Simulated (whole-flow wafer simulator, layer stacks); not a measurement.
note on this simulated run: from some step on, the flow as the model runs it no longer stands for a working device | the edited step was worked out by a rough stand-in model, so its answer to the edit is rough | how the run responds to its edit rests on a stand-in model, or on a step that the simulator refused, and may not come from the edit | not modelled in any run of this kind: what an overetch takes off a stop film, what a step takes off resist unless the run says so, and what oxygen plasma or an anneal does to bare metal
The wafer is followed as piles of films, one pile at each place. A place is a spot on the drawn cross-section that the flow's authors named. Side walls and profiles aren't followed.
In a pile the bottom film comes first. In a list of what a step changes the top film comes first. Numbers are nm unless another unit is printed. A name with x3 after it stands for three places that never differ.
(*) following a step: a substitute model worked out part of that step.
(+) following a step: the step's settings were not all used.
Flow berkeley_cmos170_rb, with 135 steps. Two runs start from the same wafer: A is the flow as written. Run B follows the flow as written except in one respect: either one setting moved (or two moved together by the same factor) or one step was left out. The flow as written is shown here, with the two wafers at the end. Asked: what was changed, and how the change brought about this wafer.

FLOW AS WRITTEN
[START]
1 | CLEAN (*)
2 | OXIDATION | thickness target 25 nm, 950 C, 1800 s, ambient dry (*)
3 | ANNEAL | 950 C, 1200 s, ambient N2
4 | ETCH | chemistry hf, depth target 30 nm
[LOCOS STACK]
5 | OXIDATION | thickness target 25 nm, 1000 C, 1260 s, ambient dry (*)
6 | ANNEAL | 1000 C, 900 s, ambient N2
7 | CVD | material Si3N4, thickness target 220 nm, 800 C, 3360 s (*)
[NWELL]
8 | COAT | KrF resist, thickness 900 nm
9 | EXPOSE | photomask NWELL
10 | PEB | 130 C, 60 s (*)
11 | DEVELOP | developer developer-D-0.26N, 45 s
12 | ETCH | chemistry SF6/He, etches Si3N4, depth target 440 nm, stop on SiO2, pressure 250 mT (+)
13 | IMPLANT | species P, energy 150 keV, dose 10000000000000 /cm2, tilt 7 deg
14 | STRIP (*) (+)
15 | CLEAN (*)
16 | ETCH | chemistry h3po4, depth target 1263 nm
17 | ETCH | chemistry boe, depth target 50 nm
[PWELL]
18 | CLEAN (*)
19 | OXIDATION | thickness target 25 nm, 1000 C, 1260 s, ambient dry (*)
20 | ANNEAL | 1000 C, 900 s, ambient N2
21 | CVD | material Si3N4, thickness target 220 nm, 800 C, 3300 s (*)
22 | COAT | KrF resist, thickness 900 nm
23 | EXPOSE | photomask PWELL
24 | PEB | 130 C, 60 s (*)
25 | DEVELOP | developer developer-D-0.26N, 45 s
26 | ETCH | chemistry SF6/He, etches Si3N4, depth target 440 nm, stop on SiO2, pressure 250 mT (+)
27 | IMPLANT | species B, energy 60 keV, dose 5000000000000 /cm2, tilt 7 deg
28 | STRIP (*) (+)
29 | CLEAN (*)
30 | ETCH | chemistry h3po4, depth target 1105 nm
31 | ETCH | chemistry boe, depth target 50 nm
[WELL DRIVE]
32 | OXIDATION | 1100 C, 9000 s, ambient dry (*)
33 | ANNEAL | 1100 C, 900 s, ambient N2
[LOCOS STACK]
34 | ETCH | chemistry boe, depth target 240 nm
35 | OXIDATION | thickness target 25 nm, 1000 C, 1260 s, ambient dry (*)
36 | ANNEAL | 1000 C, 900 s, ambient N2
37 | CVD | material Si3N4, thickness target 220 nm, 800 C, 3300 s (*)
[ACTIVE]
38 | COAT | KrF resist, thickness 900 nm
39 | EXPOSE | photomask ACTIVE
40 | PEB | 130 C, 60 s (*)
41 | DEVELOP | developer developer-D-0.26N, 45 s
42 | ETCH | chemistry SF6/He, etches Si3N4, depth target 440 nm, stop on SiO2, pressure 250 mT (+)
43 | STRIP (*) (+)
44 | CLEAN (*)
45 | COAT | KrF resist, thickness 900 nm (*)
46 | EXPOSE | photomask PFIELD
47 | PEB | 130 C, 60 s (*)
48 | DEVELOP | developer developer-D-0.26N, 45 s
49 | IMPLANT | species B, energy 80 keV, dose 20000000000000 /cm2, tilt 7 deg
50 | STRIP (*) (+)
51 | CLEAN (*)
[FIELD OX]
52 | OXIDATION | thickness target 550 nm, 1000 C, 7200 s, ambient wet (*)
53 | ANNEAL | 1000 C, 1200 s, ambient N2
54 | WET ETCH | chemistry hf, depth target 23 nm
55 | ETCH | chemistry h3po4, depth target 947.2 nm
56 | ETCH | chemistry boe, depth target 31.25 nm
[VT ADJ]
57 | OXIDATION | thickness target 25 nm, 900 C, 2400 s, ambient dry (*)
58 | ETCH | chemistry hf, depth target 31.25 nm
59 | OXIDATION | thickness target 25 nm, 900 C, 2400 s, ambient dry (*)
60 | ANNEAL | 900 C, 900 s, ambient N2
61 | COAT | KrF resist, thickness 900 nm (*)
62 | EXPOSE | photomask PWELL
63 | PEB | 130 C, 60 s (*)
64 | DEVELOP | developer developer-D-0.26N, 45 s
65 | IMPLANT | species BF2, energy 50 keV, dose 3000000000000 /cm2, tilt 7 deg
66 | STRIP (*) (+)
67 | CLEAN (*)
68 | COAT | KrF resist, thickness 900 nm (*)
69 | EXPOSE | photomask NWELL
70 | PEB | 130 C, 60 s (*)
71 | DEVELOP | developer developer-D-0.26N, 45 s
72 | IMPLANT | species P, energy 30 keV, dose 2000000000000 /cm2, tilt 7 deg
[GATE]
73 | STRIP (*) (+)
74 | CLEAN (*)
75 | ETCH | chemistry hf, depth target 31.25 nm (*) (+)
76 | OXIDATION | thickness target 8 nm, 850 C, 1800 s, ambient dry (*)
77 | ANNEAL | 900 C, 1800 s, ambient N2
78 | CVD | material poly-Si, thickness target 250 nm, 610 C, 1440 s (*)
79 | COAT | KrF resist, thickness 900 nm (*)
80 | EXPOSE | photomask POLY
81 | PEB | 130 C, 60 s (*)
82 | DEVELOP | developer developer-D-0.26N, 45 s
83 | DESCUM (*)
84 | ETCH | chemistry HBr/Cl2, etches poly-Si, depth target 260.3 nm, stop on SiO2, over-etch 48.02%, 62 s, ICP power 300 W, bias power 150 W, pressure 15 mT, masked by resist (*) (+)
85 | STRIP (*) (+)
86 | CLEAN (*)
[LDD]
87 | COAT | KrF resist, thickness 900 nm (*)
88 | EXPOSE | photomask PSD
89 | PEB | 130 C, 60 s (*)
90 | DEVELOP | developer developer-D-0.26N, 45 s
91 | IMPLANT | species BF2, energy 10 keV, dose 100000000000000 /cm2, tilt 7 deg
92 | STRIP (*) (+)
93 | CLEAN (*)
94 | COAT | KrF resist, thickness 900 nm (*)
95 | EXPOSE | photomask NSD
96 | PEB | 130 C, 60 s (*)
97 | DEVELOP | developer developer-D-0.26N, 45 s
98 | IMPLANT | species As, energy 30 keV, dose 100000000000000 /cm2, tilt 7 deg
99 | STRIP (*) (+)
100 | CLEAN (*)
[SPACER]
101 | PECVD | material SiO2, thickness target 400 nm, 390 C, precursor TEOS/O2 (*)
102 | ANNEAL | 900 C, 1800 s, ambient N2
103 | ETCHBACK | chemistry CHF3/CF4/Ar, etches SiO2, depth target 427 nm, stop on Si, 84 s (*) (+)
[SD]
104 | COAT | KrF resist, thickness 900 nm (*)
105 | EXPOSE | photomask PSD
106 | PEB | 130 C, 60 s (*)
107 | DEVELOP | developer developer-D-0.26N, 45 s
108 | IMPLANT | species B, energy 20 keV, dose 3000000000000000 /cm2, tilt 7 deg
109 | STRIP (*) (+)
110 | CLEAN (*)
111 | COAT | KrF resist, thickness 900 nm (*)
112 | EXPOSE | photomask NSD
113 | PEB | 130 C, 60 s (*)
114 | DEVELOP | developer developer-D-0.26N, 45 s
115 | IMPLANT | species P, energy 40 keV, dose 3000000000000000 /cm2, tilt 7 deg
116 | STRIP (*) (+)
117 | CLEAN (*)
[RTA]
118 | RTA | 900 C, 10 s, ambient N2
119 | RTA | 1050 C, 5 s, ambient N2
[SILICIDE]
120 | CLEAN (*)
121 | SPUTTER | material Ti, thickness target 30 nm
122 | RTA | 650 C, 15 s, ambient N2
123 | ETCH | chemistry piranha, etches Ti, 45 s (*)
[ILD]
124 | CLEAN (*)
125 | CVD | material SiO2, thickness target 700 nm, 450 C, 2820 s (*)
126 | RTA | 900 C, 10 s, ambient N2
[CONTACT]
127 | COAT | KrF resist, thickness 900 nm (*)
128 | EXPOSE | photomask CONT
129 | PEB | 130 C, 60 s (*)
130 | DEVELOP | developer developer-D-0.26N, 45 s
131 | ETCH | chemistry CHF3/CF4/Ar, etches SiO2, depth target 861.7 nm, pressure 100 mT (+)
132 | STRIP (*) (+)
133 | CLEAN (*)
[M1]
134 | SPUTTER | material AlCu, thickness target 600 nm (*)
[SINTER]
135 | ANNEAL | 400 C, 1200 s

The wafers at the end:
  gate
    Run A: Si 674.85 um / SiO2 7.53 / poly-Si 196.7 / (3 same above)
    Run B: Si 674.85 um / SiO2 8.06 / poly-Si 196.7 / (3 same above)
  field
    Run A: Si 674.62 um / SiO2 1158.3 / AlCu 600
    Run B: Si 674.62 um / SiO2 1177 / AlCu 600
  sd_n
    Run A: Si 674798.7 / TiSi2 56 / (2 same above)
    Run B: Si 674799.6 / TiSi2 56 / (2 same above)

What caused this: step 75, ETCH: depth target 12.5 nm was run, while the flow as written has depth target 31.25 nm.

How this came from the change, step by step:
  75 | ETCH | chemistry hf, depth target 31.25 nm (*) (+)
      sd_n, spacer_n, gate, sd_p, spacer_p, gate_p, contact, m1: A SiO2 loses 15 (all of it) | B SiO2 loses 12.5
      field: A SiO2 loses 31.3 | B SiO2 loses 12.5
  76 | OXIDATION | thickness target 8 nm, 850 C, 1800 s, ambient dry (*)
      sd_n, spacer_n, gate, sd_p, spacer_p, gate_p, contact, m1: A SiO2 gains 7.53 (new film), Si loses 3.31 | B SiO2 gains 5.53, Si loses 2.43
  121 | SPUTTER | material Ti, thickness target 30 nm
      sd_p: A Ti gains 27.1 (new film) | B Ti gains 25.5 (new film)
  122 | RTA | 650 C, 15 s, ambient N2
      sd_p: A Ti loses 21.1, TiSi first gains 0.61 (new film), TiSi2 C49 gains 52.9 (new film), Si loses 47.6 | B Ti loses 19.9, TiSi2 C49 gains 50.6 (new film), Si loses 45.1
  126 | RTA | 900 C, 10 s, ambient N2
      sd_p: A under 1 film: TiSi2 gains 50.7 (new film), TiSi first loses 0.61 (all of it), TiSi2 C49 loses 52.9 (all of it), Si loses 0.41 | B under 1 film: TiSi2 gains 47.6 (new film), TiSi2 C49 loses 50.6 (all of it)
